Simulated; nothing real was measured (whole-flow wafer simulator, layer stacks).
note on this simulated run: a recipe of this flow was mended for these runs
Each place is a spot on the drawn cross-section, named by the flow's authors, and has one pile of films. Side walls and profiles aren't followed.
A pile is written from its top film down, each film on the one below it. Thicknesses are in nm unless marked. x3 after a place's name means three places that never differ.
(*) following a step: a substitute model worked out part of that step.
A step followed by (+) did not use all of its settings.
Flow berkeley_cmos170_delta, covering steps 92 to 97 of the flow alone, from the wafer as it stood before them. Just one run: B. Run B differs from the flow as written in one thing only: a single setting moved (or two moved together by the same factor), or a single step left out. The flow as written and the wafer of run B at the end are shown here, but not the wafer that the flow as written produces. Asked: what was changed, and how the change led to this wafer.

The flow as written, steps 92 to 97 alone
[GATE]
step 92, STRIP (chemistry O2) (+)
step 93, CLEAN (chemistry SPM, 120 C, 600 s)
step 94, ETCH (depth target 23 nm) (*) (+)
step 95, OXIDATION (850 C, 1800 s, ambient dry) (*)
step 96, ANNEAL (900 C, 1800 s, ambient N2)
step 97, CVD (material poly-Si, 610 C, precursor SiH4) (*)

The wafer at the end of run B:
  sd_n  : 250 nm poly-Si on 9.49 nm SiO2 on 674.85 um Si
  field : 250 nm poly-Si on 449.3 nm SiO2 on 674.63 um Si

What caused this: step 95, OXIDATION: 873 C was run, while the flow as written has 850 C.

Step by step, how the change led to this:
  step 95, OXIDATION (850 C, 1800 s, ambient dry) (*)
      sd_n, spacer_n, gate, sd_p, spacer_p x2, contact, m1: SiO2 gains 9.49 (new film), Si loses 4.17 (it would be, as written: SiO2 gains 7.48 (new film), Si loses 3.29)
